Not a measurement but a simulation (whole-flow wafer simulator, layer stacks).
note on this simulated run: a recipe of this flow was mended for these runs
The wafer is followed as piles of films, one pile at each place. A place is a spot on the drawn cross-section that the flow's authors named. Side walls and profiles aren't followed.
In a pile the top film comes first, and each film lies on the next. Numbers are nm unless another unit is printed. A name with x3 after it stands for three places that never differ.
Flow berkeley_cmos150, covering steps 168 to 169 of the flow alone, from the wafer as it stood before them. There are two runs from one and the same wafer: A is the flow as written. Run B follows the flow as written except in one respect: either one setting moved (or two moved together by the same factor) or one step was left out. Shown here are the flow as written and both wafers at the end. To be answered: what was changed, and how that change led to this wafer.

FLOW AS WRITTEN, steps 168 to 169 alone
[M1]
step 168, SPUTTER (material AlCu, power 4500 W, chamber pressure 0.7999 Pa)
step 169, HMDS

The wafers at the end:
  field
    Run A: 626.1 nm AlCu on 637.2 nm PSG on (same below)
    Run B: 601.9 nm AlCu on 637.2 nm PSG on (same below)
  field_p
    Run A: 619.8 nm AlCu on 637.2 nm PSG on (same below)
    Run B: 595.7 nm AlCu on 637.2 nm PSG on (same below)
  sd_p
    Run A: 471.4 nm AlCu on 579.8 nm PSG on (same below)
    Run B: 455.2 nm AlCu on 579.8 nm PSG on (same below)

What caused this: step 168, SPUTTER: chamber pressure 0.8853 Pa was run, though the flow has chamber pressure 0.7999 Pa.

Step by step, how the change led to this:
  step 168, SPUTTER (material AlCu, power 4500 W, chamber pressure 0.7999 Pa)
      field, sd_n, gate_n, m1: A +626.1 AlCu (new film) | B +601.9 AlCu (new film)
      field_p: A +619.8 AlCu (new film) | B +595.7 AlCu (new film)
      (and at 3 other places as well)
